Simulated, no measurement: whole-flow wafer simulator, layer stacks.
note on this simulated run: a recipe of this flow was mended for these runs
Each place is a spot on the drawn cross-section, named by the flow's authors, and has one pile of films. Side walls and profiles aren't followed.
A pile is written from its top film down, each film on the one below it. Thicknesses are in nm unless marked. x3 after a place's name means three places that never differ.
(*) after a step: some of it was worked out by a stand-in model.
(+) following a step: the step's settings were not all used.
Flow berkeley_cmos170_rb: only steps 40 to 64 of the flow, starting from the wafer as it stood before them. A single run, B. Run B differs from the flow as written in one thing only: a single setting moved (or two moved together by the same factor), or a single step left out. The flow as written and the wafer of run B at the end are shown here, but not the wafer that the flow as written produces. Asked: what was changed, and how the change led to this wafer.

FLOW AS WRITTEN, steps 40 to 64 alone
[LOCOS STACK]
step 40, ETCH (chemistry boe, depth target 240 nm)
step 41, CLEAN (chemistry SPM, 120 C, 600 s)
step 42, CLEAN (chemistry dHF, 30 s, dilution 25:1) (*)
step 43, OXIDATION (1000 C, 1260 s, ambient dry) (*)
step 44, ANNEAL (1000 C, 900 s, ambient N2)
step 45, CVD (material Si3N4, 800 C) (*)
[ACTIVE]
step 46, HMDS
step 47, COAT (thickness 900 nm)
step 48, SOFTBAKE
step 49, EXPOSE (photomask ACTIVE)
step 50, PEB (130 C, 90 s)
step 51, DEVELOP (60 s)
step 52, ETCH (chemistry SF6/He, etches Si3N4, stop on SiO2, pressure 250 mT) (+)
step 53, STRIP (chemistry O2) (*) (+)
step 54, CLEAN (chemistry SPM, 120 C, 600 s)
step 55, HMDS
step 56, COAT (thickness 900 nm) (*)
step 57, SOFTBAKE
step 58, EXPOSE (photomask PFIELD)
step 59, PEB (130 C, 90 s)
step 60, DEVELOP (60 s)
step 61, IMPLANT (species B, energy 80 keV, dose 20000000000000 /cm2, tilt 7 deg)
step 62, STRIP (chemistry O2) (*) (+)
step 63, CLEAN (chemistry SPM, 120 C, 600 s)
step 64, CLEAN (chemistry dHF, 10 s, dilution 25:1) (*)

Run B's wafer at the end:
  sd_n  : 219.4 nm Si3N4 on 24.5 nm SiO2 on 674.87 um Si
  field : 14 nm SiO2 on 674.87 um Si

The reason: step 43, OXIDATION: 992 C was run, while the flow as written has 1000 C.

How this came from the change, step by step:
  step 43, OXIDATION (1000 C, 1260 s, ambient dry) (*)
      field, sd_n, spacer_n and 6 more: SiO2 gains 24.5 (new film), Si loses 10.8 (in the flow as written it would be: SiO2 gains 26.6 (new film), Si loses 11.7)
